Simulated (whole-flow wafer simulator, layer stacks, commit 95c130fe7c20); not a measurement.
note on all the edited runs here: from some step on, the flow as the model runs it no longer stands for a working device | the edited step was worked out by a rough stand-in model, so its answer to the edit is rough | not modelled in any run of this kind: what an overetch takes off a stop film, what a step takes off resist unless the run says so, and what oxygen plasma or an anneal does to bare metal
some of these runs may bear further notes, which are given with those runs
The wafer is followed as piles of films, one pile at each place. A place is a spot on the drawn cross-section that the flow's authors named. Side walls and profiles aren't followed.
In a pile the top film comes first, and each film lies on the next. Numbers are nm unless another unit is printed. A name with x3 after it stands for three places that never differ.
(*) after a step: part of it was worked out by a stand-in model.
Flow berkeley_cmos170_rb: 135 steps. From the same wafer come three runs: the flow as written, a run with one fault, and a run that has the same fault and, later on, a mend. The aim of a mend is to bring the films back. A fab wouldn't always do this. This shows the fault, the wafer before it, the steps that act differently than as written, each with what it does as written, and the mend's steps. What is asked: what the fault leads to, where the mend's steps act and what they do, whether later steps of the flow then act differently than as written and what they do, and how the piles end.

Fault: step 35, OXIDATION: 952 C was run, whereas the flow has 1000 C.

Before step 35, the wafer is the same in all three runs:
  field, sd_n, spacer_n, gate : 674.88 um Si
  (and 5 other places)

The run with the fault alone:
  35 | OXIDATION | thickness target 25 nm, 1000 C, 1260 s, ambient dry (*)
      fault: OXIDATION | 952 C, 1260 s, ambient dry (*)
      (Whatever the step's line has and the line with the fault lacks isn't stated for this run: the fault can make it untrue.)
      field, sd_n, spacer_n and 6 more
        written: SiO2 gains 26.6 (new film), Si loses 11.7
        fault: SiO2 gains 16.8 (new film), Si loses 7.4
  Later steps of the flow acting differently than as written (31 other steps are not shown; they differ only slightly, by no more than 2% or 0.5 nm, whichever is larger):
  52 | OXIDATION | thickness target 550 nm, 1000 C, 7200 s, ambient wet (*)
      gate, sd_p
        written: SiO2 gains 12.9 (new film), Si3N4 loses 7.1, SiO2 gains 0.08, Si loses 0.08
        fault: SiO2 gains 12.9 (new film), Si3N4 loses 7.1
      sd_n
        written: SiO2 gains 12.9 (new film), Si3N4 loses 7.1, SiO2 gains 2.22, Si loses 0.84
        fault: SiO2 gains 12.9 (new film), Si3N4 loses 7.1, SiO2 gains 0.15, Si loses 0.1
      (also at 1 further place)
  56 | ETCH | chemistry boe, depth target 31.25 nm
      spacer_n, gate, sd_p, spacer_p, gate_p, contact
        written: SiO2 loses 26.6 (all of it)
        fault: SiO2 loses 16.8 (all of it)
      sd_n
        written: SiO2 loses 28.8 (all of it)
        fault: SiO2 loses 17 (all of it)
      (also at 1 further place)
  The piles end only slightly different from the flow's at the places that both follow, by no more than 2% or 0.5 nm, whichever is larger.

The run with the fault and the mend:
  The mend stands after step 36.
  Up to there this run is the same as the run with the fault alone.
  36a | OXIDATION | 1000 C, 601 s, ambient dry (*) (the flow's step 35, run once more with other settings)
      field, sd_n, spacer_n and 6 more
        SiO2 gains 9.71, Si loses 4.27
  None of the later steps of the flow differs from how it acts as written, at any place that is followed, by more than 2% or 0.5 nm, whichever is larger.
  The piles end the same as the flow's at every place that both follow.
